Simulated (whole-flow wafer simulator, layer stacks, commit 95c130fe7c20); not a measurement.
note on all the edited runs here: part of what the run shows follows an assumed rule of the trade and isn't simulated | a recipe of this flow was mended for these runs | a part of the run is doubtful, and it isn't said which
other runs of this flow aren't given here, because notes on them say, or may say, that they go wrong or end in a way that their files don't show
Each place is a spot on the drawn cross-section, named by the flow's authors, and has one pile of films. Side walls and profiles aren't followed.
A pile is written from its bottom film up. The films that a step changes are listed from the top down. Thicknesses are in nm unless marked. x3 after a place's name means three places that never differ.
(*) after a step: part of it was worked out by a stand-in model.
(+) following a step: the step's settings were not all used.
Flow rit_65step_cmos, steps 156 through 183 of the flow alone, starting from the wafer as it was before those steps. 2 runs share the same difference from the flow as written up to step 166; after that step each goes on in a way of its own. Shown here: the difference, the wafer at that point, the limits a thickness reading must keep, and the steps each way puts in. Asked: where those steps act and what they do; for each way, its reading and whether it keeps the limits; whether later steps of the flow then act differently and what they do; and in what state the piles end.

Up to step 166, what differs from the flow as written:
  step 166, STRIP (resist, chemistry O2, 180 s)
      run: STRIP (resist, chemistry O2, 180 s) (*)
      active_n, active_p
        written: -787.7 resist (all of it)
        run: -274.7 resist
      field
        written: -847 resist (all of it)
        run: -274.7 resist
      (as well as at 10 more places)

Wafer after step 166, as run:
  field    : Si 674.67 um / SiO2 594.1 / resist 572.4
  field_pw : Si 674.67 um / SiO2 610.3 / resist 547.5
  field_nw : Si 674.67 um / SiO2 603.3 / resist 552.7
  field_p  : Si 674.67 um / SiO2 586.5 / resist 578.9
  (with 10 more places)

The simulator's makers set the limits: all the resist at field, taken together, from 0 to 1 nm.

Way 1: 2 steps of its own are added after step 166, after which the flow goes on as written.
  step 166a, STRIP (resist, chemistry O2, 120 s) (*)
      active_n, active_p
        -513 resist (all of it)
      field
        -572.4 resist (all of it)
      field_pw
        -547.5 resist (all of it)
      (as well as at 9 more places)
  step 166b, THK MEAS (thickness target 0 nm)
      leaves every film unchanged at each place that is followed
  Reading after step 166b: 0 nm, inside the limits.
  Every later step of the flow that is run acts as written at every place that is followed.
  By the end, the piles equal the flow's at every place that both follow.

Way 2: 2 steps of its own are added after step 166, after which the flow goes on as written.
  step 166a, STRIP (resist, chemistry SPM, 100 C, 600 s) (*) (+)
      active_n, active_p
        -513 resist (all of it)
      field
        -572.4 resist (all of it)
      field_pw
        -547.5 resist (all of it)
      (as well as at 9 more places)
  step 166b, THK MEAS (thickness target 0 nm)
      leaves every film unchanged at each place that is followed
  Reading after step 166b: 0 nm, inside the limits.
  Every later step of the flow that is run acts as written at every place that is followed.
  By the end, the piles equal the flow's at every place that both follow.

Staying within the limits: way 1, way 2.
